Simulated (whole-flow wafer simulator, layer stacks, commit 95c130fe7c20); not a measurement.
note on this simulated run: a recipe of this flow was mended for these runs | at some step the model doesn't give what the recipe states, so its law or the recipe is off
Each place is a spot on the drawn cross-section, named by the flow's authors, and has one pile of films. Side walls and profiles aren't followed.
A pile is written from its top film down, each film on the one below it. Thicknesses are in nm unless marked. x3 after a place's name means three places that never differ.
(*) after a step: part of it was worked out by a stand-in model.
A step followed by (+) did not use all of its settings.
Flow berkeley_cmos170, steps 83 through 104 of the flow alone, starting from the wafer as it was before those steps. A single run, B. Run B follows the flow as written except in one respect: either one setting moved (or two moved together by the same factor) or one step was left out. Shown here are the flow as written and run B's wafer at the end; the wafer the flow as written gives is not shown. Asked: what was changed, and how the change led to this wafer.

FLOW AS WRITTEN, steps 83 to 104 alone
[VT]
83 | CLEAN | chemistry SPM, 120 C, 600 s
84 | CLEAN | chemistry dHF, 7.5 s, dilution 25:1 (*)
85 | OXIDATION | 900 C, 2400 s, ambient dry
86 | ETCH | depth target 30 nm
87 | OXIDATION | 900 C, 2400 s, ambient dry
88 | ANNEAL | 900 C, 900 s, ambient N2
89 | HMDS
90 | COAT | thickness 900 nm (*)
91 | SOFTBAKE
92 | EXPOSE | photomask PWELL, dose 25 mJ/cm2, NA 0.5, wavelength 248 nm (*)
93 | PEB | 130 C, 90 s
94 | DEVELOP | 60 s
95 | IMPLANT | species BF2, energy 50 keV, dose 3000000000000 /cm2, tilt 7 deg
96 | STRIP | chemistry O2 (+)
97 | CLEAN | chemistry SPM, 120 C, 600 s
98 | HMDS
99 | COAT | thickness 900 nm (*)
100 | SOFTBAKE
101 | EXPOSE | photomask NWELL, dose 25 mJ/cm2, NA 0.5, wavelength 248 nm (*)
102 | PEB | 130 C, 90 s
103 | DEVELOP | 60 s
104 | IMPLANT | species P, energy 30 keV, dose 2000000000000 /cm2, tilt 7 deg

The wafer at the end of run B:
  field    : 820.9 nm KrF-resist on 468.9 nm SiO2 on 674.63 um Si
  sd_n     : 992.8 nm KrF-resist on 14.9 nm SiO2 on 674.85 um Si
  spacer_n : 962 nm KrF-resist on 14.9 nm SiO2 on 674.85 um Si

What caused this: step 86, ETCH: depth target 19 nm was run, whereas the flow has depth target 30 nm.

How this came from the change, step by step:
  86 | ETCH | depth target 30 nm
      field: SiO2 loses 19 (in the flow as written it would be: SiO2 loses 30)
